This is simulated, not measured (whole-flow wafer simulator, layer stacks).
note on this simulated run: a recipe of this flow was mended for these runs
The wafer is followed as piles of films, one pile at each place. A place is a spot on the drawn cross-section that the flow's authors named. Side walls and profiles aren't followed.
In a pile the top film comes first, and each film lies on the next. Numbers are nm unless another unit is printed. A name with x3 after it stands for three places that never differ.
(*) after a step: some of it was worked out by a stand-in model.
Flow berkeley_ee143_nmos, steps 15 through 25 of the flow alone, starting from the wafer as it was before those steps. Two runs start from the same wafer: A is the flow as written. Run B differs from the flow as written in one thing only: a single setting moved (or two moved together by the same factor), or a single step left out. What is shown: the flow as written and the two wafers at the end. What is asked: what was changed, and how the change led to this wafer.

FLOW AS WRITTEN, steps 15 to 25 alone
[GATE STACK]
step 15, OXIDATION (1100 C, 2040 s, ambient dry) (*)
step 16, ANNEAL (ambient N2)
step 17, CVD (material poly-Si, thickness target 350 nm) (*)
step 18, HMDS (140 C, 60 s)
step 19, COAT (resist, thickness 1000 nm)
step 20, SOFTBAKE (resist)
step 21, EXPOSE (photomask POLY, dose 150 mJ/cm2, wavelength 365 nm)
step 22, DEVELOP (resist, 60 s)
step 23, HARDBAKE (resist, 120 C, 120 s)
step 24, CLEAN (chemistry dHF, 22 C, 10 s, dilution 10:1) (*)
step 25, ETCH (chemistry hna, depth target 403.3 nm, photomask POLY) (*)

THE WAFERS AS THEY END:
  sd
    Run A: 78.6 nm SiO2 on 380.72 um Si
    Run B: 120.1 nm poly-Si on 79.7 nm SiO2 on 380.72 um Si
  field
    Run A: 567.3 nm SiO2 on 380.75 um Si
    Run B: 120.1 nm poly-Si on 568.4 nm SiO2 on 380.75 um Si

What caused this: step 25, ETCH: depth target 229.9 nm was run, though the flow has depth target 403.3 nm.

How this came from the change, step by step:
  step 25, ETCH (chemistry hna, depth target 403.3 nm, photomask POLY) (*)
      sd, contact, field: A -350 poly-Si (all of it), -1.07 SiO2 | B -229.9 poly-Si
